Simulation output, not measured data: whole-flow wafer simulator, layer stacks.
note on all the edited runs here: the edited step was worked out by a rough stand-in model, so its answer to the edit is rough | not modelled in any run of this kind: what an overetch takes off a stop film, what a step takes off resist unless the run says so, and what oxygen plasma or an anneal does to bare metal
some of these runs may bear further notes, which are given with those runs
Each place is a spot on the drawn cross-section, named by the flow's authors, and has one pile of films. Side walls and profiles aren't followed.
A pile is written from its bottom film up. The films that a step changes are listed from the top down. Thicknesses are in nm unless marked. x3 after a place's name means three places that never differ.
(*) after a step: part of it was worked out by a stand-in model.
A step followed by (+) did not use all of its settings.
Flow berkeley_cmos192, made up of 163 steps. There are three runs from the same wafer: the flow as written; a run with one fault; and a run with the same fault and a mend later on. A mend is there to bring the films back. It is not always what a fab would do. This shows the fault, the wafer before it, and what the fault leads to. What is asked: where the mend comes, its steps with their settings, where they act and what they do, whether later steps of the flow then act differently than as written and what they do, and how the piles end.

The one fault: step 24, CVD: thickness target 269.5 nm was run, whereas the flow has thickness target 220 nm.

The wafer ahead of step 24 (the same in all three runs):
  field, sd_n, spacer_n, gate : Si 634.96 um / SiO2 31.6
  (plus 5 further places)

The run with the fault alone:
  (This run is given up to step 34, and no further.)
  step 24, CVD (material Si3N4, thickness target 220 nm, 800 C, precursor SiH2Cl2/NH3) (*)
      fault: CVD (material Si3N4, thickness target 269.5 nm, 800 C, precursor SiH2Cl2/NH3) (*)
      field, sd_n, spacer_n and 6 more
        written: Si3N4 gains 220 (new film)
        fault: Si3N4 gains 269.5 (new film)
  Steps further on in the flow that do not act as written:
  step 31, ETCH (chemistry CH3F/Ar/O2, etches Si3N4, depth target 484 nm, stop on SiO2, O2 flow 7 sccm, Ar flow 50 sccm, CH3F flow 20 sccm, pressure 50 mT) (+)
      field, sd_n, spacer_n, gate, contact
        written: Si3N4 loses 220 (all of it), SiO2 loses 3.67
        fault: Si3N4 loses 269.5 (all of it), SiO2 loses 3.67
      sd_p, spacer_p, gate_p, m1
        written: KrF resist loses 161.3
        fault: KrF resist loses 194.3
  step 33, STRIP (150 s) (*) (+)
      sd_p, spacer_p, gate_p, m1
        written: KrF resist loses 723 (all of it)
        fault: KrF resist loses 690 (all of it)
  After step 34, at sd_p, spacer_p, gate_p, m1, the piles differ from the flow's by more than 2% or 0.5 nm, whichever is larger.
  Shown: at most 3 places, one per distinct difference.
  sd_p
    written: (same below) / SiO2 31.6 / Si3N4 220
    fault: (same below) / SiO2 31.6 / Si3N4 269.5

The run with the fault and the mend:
  The mend stands after step 24.
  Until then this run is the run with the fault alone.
  step 24a, ETCH (chemistry h3po4, depth target 49.5 nm)
      field, sd_n, spacer_n and 6 more
        Si3N4 loses 49.5
  Every later step of the flow that is run acts as written at every place that is followed.
  By the end, the piles equal the flow's at every place that both follow.
